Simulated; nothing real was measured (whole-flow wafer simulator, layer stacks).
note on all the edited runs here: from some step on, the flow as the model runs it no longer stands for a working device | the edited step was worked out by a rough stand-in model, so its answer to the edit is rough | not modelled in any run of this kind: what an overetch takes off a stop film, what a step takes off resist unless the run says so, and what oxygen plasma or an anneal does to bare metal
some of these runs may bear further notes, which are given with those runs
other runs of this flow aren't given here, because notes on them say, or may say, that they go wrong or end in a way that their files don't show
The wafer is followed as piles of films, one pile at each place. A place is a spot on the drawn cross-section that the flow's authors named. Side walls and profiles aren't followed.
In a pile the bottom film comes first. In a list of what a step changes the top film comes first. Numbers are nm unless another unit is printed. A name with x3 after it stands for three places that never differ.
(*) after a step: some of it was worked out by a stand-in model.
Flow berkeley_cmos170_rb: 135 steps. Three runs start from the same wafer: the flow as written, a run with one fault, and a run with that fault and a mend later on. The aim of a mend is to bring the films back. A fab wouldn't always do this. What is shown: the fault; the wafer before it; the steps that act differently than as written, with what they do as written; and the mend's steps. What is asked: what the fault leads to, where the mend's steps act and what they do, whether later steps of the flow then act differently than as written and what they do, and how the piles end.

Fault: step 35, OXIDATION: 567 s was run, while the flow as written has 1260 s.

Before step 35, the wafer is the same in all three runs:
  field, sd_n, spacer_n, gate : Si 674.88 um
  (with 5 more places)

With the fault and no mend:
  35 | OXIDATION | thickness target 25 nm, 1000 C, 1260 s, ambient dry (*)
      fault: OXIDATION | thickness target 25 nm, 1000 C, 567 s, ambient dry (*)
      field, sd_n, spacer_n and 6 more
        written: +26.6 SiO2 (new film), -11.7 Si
        fault: +17.3 SiO2 (new film), -7.63 Si
  Steps further on in the flow that do not act as written (32 more steps, not shown, differ only slightly: by at most 2% or 0.5 nm, whichever is larger):
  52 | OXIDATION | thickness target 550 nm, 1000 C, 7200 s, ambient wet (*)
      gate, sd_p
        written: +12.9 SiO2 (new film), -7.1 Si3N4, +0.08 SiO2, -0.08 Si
        fault: +12.9 SiO2 (new film), -7.1 Si3N4
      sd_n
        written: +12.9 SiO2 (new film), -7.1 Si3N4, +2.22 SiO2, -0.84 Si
        fault: +12.9 SiO2 (new film), -7.1 Si3N4, +0.19 SiO2, -0.09 Si
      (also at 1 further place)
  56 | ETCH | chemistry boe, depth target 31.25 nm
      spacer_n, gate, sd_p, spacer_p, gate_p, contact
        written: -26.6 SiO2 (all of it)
        fault: -17.3 SiO2 (all of it)
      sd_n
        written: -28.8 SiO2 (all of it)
        fault: -17.5 SiO2 (all of it)
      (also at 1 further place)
  The piles end only slightly different from the flow's at the places that both follow, by no more than 2% or 0.5 nm, whichever is larger.

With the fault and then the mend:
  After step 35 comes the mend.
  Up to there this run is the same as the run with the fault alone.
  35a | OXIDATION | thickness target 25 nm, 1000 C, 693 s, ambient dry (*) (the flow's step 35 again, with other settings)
      field, sd_n, spacer_n and 6 more
        +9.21 SiO2, -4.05 Si
  Later steps of the flow that are run all act as written at every place that is followed.
  At every place that both follow, the piles at the end match the flow's.
